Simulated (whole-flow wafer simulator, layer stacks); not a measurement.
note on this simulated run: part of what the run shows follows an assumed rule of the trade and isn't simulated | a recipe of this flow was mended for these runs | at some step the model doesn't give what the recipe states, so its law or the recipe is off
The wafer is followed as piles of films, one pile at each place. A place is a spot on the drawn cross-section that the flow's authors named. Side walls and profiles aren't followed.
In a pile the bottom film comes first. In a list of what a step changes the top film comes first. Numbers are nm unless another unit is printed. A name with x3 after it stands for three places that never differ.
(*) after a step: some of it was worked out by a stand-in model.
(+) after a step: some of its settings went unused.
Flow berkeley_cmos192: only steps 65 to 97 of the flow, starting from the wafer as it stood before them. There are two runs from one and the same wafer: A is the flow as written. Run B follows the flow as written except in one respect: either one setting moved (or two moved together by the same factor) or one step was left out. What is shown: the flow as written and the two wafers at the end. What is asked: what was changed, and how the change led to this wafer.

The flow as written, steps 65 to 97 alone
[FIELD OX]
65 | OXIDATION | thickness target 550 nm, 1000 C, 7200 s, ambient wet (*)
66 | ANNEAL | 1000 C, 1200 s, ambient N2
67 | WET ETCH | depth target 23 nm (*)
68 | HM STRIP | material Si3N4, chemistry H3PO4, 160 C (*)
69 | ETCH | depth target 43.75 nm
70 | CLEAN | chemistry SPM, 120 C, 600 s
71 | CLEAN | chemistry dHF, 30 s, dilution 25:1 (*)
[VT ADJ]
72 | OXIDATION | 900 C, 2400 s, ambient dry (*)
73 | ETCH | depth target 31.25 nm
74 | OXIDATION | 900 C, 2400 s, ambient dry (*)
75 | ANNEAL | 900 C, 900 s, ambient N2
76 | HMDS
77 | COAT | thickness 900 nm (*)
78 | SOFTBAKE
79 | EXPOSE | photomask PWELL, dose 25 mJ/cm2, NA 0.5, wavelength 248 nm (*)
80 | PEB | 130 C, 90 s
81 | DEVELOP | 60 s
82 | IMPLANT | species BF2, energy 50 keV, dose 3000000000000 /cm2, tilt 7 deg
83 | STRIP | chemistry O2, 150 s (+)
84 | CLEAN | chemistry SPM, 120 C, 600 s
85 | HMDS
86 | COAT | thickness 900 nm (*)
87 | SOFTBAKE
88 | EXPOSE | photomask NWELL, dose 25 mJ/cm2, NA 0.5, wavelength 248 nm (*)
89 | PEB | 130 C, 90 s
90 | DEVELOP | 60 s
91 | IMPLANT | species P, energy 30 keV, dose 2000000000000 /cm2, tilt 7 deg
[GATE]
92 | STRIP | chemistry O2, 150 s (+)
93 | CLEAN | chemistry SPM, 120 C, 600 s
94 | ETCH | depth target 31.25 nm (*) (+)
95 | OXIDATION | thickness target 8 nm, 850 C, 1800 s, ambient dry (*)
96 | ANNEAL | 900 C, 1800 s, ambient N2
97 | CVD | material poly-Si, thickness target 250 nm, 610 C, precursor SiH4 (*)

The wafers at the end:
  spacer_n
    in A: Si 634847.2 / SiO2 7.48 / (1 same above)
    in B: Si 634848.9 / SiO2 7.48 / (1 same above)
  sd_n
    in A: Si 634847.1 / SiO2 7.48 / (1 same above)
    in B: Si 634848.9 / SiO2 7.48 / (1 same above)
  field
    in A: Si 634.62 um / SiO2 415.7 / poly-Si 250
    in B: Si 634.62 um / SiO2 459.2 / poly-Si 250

What caused this: step 69, ETCH: depth target 43.75 nm, was omitted.

Step by step, how the change led to this:
  70 | CLEAN | chemistry SPM, 120 C, 600 s
      sd_n, spacer_n, gate, sd_p, spacer_p, gate_p, contact, m1: A chemical SiO2 gains 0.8 (new film), Si loses 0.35 | B nothing
  71 | CLEAN | chemistry dHF, 30 s, dilution 25:1 (*)
      sd_n, spacer_n, gate, sd_p, spacer_p, gate_p, contact, m1: A chemical SiO2 loses 0.8 (all of it) | B SiO2 loses 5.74
  72 | OXIDATION | 900 C, 2400 s, ambient dry (*)
      spacer_n, spacer_p, gate_p, contact, m1: A SiO2 gains 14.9 (new film), Si loses 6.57 | B SiO2 gains 11.8, Si loses 5.17
      sd_n, gate, sd_p: A SiO2 gains 14.9 (new film), Si loses 6.57 | B SiO2 gains 11.7, Si loses 5.17
  73 | ETCH | depth target 31.25 nm
      spacer_n, spacer_p, gate_p, contact, m1: A SiO2 loses 14.9 (all of it) | B SiO2 loses 22.7 (all of it)
      sd_n, gate, sd_p: A SiO2 loses 14.9 (all of it) | B SiO2 loses 22.8 (all of it)
  77 | COAT | thickness 900 nm (*)
      sd_n: A KrF-resist gains 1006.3 (new film) | B KrF-resist gains 1028.2 (new film)
      m1: A KrF-resist gains 1006.1 (new film) | B KrF-resist gains 1027.7 (new film)
  81 | DEVELOP | 60 s
      sd_n: A KrF-resist loses 1004.1 (all of it) | B KrF-resist loses 1025.8 (all of it)
      m1: A KrF-resist loses 1003.9 (all of it) | B KrF-resist loses 1025.4 (all of it)
  86 | COAT | thickness 900 nm (*)
      sd_n: A KrF-resist gains 1006.3 (new film) | B KrF-resist gains 1028.2 (new film)
      m1: A KrF-resist gains 1006.1 (new film) | B KrF-resist gains 1027.7 (new film)
  92 | STRIP | chemistry O2, 150 s (+)
      sd_n: A KrF-resist loses 989.1 (all of it) | B KrF-resist loses 1010.9 (all of it)
      m1: A KrF-resist loses 988.9 (all of it) | B KrF-resist loses 1010.4 (all of it)
